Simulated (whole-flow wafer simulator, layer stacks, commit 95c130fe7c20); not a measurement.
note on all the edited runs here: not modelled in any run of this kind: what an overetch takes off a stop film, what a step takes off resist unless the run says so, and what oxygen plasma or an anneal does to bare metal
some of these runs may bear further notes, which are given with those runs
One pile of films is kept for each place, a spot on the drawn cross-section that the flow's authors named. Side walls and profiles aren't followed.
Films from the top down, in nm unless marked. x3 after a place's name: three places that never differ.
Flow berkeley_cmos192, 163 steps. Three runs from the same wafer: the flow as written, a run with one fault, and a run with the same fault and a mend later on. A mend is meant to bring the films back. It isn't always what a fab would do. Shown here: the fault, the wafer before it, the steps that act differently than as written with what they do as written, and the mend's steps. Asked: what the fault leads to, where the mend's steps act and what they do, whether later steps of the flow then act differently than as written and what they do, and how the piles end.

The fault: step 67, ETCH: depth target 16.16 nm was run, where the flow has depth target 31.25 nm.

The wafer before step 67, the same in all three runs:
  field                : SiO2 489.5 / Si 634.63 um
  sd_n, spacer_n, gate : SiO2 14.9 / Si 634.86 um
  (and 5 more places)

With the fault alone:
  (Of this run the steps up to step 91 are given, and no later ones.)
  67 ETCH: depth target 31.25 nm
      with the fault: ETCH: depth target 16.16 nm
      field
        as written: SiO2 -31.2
        with the fault: SiO2 -16.2
  No later step of the flow up to step 91 acts differently than as written, at any place that is followed, by more than 2% or 0.5 nm, whichever is larger.
  After step 91 the piles differ from the flow's by more than 2% or 0.5 nm, whichever is larger, at field.
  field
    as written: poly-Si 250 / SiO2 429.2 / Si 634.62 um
    with the fault: poly-Si 250 / SiO2 444.2 / Si 634.62 um

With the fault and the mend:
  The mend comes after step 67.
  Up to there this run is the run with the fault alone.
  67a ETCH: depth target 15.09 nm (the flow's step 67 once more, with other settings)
      field
        SiO2 -15.1
  No later step of the flow acts differently than as written, at any place that is followed, by more than 2% or 0.5 nm, whichever is larger.
  At the end the piles are the same as the flow's at every place that both follow.
